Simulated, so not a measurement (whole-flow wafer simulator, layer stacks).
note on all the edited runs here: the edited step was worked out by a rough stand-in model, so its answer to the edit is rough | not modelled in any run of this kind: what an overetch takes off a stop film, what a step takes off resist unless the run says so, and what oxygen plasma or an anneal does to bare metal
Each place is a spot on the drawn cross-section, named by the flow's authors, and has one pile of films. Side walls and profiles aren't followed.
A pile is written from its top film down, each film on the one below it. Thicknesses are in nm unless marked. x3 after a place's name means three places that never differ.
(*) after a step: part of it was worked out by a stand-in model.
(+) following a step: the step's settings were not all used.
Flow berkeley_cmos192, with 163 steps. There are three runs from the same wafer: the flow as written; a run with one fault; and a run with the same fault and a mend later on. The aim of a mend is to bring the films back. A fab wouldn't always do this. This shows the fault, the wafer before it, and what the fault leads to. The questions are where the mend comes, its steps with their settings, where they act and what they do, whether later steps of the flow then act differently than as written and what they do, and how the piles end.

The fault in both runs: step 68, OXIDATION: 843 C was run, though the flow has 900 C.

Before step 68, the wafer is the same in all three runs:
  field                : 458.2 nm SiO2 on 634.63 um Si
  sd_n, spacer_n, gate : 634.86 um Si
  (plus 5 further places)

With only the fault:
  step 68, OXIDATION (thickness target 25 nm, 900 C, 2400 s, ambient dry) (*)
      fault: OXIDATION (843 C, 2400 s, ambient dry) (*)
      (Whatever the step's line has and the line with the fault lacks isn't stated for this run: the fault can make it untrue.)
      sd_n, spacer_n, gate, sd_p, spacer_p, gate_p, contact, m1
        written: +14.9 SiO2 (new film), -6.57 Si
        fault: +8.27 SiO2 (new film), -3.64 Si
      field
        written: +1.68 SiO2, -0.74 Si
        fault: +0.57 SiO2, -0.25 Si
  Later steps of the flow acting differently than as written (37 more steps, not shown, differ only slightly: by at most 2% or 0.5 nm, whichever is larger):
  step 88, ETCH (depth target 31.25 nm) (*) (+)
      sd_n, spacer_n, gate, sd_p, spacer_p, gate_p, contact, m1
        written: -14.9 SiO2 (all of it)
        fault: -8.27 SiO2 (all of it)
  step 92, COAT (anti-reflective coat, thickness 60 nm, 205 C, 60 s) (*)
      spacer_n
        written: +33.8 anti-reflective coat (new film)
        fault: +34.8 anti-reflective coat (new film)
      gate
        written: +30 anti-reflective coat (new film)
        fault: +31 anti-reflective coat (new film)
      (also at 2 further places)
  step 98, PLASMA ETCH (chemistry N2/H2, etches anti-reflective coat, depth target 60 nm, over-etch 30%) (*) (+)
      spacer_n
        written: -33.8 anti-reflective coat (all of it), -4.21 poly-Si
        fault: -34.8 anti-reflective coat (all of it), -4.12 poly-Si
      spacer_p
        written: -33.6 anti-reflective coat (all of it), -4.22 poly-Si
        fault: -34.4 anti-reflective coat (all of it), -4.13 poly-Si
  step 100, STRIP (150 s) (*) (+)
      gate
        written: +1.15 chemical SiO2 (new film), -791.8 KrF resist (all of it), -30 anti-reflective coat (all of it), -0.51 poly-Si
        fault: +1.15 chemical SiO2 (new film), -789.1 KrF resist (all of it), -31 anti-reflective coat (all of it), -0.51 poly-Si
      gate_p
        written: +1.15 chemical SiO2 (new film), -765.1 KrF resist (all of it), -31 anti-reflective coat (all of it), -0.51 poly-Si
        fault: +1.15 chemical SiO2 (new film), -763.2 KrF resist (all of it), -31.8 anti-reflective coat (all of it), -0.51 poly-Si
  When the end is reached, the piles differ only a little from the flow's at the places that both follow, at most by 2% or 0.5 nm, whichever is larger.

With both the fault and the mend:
  The mend follows step 69.
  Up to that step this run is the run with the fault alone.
  step 69a, OXIDATION (900 C, 1438 s, ambient dry) (*) (the flow's step 68, run once more with other settings)
      sd_n, spacer_n, gate, sd_p, spacer_p, gate_p, contact, m1
        +6.63 SiO2, -2.92 Si
      field
        +1 SiO2, -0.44 Si
  Later steps of the flow that are run all act as written at every place that is followed, up to a difference of at most 2% or 0.5 nm, whichever is larger.
  When the end is reached, the piles differ only a little from the flow's at the places that both follow, at most by 2% or 0.5 nm, whichever is larger.
